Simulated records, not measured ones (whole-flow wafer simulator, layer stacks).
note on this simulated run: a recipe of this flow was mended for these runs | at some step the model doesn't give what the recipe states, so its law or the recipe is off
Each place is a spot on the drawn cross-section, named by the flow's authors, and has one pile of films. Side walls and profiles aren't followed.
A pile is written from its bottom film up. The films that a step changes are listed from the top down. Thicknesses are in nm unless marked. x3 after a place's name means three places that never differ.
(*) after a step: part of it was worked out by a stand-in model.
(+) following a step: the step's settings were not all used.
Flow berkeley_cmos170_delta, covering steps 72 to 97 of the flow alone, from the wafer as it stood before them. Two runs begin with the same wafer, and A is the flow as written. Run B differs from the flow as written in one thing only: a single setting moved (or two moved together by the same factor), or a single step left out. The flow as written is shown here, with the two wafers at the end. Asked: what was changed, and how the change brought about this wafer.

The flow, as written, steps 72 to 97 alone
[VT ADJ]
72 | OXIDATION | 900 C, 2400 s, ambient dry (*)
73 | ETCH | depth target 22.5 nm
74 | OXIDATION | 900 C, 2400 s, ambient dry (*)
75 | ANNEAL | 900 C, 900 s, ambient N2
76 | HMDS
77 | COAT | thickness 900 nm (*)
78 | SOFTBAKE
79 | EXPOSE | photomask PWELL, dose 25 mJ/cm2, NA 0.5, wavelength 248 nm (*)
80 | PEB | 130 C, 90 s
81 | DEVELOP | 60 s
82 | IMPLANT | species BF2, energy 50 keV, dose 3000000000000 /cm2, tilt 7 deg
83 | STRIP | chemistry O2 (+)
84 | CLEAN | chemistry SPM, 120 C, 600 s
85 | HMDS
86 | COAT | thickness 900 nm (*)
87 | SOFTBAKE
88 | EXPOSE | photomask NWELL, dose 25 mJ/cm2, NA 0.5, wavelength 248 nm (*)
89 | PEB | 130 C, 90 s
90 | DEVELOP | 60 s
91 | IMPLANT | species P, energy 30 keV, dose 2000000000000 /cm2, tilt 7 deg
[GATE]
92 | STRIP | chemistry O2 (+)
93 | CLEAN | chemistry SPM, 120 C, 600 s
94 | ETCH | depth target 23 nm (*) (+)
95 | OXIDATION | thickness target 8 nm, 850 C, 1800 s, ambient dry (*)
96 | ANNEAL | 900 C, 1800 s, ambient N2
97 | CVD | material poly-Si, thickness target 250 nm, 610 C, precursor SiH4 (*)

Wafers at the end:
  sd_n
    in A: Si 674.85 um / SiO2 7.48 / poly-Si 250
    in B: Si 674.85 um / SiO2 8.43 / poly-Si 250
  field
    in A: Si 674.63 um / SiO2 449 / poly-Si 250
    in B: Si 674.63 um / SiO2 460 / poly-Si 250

Cause: step 94, ETCH: depth target 12 nm was run, whereas the flow has depth target 23 nm.

How this came from the change, step by step:
  94 | ETCH | depth target 23 nm (*) (+)
      sd_n, spacer_n, gate, sd_p, spacer_p, gate_p, contact, m1: A -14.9 SiO2 (all of it) | B -12 SiO2
      field: A -23 SiO2 | B -12 SiO2
  95 | OXIDATION | thickness target 8 nm, 850 C, 1800 s, ambient dry (*)
      sd_n, spacer_n, gate, sd_p, spacer_p, gate_p, contact, m1: A +7.48 SiO2 (new film), -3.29 Si | B +5.48 SiO2, -2.41 Si
